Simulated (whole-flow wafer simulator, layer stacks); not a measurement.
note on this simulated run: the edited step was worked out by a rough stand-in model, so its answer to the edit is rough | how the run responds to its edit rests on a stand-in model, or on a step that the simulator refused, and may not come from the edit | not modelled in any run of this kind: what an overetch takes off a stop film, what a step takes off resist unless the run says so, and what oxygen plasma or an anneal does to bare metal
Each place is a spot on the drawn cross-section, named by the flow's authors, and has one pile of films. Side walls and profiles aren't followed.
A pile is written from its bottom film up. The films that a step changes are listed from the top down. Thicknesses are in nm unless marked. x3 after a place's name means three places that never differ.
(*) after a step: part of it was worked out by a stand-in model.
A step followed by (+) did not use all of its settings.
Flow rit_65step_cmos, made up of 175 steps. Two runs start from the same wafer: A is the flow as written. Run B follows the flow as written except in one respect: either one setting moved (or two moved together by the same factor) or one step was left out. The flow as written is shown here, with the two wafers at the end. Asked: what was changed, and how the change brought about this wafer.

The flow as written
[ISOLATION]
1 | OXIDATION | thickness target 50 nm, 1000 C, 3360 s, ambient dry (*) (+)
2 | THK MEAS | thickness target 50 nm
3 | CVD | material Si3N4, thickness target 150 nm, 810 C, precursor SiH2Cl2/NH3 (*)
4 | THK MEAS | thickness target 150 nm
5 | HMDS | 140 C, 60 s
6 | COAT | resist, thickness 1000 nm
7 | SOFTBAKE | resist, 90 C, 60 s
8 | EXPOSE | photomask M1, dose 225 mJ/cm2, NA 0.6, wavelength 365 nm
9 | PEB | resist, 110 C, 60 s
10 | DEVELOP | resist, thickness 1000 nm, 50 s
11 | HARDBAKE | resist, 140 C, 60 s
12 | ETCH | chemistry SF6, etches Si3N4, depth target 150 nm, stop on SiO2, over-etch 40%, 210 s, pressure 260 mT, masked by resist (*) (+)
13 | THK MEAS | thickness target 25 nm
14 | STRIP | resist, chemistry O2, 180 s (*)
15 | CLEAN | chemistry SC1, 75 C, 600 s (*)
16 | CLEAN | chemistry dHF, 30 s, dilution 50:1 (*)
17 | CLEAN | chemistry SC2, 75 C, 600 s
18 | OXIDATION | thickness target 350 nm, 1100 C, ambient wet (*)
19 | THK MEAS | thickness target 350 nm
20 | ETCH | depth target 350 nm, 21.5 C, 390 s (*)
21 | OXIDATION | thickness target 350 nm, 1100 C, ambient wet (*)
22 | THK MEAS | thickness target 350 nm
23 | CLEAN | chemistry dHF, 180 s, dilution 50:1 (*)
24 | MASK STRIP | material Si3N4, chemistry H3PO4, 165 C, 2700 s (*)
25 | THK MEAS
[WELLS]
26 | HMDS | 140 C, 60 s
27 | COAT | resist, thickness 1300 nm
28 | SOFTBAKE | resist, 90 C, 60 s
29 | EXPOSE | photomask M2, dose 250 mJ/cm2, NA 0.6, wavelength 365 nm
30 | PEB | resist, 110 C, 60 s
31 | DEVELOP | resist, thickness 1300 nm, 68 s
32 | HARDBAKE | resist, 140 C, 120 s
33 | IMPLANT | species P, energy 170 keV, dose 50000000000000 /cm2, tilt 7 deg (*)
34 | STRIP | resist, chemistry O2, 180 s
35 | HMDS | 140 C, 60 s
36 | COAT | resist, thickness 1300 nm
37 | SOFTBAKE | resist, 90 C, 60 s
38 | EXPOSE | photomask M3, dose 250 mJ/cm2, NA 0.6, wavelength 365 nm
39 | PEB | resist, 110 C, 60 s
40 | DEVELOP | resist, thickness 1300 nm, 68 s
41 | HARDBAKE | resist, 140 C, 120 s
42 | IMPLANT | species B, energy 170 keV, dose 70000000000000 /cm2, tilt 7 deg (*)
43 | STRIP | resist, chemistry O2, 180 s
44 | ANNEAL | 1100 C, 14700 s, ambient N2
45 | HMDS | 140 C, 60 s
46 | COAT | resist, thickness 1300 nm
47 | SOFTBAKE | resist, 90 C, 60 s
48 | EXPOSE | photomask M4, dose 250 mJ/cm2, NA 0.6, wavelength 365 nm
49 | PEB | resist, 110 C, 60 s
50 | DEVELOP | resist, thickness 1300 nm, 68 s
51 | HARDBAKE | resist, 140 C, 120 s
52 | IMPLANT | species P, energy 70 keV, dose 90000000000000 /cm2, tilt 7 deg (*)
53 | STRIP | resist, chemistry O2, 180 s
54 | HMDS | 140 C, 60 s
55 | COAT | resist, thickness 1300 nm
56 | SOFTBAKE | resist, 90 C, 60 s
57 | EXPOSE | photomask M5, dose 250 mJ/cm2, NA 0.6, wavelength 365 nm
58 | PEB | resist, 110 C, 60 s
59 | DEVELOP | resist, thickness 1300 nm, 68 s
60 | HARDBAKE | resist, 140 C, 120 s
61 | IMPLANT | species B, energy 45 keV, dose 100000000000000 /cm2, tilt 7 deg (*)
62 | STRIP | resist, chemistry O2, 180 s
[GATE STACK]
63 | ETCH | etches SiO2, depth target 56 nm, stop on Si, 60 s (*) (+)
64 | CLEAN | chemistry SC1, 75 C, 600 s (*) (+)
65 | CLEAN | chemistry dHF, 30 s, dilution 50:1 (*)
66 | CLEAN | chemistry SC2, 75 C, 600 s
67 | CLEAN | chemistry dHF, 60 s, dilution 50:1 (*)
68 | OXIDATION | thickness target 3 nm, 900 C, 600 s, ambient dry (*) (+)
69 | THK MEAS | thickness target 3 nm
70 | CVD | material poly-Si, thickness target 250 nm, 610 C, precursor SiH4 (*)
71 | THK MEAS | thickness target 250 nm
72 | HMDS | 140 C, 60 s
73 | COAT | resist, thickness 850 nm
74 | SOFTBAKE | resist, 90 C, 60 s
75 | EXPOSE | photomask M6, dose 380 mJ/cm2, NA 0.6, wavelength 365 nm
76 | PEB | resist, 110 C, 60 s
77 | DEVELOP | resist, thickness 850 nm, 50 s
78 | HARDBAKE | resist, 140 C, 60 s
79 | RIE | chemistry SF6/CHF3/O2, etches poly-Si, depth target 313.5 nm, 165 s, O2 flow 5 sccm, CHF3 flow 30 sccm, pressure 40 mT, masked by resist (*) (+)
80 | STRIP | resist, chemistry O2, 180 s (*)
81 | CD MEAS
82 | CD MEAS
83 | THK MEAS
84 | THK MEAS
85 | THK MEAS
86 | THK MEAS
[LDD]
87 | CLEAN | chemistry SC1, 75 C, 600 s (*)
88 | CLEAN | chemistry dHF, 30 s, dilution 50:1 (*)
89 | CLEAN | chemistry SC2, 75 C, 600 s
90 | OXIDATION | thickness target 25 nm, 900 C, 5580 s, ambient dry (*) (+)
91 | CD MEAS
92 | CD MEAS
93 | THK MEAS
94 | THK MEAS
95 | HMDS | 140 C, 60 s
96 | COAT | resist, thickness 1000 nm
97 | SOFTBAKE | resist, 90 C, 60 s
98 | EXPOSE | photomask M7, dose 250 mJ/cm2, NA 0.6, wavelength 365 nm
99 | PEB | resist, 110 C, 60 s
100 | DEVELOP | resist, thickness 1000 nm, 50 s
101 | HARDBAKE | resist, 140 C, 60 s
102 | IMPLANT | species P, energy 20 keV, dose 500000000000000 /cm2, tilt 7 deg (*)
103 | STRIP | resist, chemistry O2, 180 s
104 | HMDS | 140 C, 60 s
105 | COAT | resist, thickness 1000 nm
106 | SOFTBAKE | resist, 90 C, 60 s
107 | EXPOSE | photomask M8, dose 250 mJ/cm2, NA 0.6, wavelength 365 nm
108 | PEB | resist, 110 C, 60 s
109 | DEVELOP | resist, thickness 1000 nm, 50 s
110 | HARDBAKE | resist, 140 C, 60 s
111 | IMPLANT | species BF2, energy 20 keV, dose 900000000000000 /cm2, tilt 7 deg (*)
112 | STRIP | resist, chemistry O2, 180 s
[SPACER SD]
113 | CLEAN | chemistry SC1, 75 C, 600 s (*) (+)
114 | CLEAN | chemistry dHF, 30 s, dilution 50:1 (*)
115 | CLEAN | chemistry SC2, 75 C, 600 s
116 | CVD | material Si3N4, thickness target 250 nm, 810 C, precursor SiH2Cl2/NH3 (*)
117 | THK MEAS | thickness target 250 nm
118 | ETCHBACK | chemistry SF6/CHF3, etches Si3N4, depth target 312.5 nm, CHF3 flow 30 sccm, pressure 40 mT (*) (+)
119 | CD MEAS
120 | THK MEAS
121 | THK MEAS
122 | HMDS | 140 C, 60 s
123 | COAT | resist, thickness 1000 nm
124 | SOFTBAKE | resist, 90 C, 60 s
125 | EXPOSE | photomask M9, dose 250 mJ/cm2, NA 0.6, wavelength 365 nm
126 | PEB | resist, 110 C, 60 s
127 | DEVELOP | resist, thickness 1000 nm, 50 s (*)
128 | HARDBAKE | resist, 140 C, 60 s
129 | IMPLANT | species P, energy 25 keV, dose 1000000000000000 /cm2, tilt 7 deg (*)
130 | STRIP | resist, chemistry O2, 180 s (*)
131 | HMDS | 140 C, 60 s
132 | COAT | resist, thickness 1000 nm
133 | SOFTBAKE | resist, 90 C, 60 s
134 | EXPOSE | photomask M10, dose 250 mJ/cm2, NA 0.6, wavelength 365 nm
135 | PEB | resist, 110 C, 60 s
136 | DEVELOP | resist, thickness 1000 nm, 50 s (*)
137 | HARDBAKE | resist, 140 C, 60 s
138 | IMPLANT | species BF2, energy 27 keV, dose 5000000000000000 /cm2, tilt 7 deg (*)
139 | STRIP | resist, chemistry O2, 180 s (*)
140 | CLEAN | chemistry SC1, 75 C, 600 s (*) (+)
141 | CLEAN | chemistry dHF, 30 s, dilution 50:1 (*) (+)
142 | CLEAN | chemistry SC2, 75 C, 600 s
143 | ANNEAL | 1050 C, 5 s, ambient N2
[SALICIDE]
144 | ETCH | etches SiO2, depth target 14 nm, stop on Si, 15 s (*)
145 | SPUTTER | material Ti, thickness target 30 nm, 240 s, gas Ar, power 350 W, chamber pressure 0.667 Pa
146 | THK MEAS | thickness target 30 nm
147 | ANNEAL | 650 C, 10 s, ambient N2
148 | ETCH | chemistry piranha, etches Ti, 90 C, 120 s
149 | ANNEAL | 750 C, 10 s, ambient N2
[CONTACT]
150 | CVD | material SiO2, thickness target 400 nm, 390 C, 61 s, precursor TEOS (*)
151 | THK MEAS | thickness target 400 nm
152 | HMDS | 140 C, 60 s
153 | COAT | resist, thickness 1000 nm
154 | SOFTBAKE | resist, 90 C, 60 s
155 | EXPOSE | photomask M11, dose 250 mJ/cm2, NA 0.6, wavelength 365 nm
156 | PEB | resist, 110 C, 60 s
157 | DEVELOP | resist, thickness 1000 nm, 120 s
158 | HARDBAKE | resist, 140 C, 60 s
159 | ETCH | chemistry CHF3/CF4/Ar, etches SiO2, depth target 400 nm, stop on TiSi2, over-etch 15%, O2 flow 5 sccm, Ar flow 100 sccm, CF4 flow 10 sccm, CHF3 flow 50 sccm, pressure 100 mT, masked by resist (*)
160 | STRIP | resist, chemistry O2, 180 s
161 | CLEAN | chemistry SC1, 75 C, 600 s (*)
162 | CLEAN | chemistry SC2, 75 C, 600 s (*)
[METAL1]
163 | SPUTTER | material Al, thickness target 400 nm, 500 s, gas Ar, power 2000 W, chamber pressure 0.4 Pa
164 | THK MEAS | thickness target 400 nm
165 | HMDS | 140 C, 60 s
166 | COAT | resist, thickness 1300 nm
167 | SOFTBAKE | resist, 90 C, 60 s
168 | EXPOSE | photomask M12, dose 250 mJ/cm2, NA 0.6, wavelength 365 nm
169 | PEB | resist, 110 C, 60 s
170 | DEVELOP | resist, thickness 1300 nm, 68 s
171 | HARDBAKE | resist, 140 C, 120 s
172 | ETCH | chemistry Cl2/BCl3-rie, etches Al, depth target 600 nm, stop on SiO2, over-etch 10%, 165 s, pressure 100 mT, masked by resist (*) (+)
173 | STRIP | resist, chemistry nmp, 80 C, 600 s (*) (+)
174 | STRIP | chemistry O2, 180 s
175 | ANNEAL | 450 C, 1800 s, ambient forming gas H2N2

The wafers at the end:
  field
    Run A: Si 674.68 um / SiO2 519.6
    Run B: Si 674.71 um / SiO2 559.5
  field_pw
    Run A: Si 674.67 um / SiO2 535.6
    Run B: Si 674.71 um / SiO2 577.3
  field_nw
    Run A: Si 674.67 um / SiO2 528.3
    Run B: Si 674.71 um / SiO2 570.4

What caused this: step 20, ETCH: 234 s was run, though the flow has 390 s.

How this came from the change, step by step:
  20 | ETCH | depth target 350 nm, 21.5 C, 390 s (*)
      field, field_p: A -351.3 SiO2 (all of it), -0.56 Si | B -228.5 SiO2
      field_pw, field_nw: A -355.4 SiO2 (all of it), -0.49 Si | B -228.5 SiO2
      (as well as at 10 more places)
  21 | OXIDATION | thickness target 350 nm, 1100 C, ambient wet (*)
      field, field_p: A +350 SiO2 (new film), -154 Si | B +267.8 SiO2, -117.8 Si
      field_pw, field_nw: A +350 SiO2 (new film), -154 Si | B +265.6 SiO2, -116.9 Si
  27 | COAT | resist, thickness 1300 nm
      field_pw, field_nw: A +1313 resist (new film) | B +1269.2 resist (new film)
      field: A +1315.7 resist (new film) | B +1259 resist (new film)
      (as well as at 1 more place)
  30 | PEB | resist, 110 C, 60 s
      field, field_p: A -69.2 resist | B -66.2 resist
      field_pw, field_nw: A -69.1 resist | B -66.8 resist
  31 | DEVELOP | resist, thickness 1300 nm, 68 s
      field_nw: A -1243.9 resist (all of it) | B -1202.5 resist (all of it)
      field_p: A -1246.4 resist (all of it) | B -1192.9 resist (all of it)
  32 | HARDBAKE | resist, 140 C, 120 s
      field: A -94 resist | B -89.9 resist
      field_pw: A -93.8 resist | B -90.6 resist
  34 | STRIP | resist, chemistry O2, 180 s
      field: A -1152.5 resist (all of it) | B -1102.9 resist (all of it)
      field_pw: A -1150.2 resist (all of it) | B -1111.8 resist (all of it)
  36 | COAT | resist, thickness 1300 nm
      field_pw, field_nw: A +1313 resist (new film) | B +1269.2 resist (new film)
      field: A +1315.7 resist (new film) | B +1259 resist (new film)
      (as well as at 1 more place)
  39 | PEB | resist, 110 C, 60 s
      field, field_p: A -69.2 resist | B -66.2 resist
      field_pw, field_nw: A -69.1 resist | B -66.8 resist
  40 | DEVELOP | resist, thickness 1300 nm, 68 s
      field: A -1246.5 resist (all of it) | B -1192.8 resist (all of it)
      field_pw: A -1243.9 resist (all of it) | B -1202.5 resist (all of it)
  41 | HARDBAKE | resist, 140 C, 120 s
      field_nw: A -93.8 resist | B -90.6 resist
      field_p: A -94 resist | B -89.9 resist
  43 | STRIP | resist, chemistry O2, 180 s
      field_nw: A -1150.2 resist (all of it) | B -1111.8 resist (all of it)
      field_p: A -1152.5 resist (all of it) | B -1103 resist (all of it)
  46 | COAT | resist, thickness 1300 nm
      field_pw, field_nw: A +1313 resist (new film) | B +1269.2 resist (new film)
      field: A +1315.7 resist (new film) | B +1259 resist (new film)
      (as well as at 1 more place)
  49 | PEB | resist, 110 C, 60 s
      field, field_p: A -69.2 resist | B -66.2 resist
      field_pw, field_nw: A -69.1 resist | B -66.8 resist
  50 | DEVELOP | resist, thickness 1300 nm, 68 s
      field_nw: A -1243.9 resist (all of it) | B -1202.5 resist (all of it)
      field_p: A -1246.4 resist (all of it) | B -1192.9 resist (all of it)
  51 | HARDBAKE | resist, 140 C, 120 s
      field: A -94 resist | B -89.9 resist
      field_pw: A -93.8 resist | B -90.6 resist
  ... 36 other steps ...
  170 | DEVELOP | resist, thickness 1300 nm, 68 s
      field: A -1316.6 resist (all of it) | B -1258.9 resist (all of it)
      field_pw: A -1285.5 resist (all of it) | B -1242.7 resist (all of it)
      (as well as at 2 more places)
